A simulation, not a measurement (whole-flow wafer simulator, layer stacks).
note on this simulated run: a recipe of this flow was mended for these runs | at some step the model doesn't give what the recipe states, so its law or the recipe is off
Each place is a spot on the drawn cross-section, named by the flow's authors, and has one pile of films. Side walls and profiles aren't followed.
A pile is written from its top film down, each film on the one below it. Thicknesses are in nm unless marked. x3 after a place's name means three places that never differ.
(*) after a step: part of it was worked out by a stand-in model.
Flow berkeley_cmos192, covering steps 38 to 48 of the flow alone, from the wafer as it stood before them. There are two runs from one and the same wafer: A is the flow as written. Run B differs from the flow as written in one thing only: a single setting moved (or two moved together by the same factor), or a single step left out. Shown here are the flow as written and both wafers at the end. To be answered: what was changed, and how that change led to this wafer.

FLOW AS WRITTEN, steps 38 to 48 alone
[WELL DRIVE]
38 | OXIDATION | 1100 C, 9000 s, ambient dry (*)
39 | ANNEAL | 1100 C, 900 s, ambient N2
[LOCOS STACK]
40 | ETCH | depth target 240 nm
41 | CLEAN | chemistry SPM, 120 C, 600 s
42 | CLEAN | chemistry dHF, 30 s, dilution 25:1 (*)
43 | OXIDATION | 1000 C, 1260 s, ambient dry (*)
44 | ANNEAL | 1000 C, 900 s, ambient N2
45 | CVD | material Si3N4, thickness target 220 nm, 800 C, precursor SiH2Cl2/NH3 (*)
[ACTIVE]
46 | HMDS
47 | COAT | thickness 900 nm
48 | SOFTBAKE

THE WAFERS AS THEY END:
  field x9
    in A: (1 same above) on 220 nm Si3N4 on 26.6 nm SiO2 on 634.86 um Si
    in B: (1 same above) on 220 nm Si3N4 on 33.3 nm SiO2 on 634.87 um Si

Cause: step 40, ETCH: depth target 182 nm was run, though the flow has depth target 240 nm.

Step by step, how the change led to this:
  40 | ETCH | depth target 240 nm
      field x9: A -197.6 SiO2 (all of it) | B -182 SiO2
  41 | CLEAN | chemistry SPM, 120 C, 600 s
      field x9: A +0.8 chemical SiO2 (new film), -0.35 Si | B nothing
  42 | CLEAN | chemistry dHF, 30 s, dilution 25:1 (*)
      field x9: A -0.8 chemical SiO2 (all of it) | B -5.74 SiO2
  43 | OXIDATION | 1000 C, 1260 s, ambient dry (*)
      field x9: A +26.6 SiO2 (new film), -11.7 Si | B +23.4 SiO2, -10.3 Si
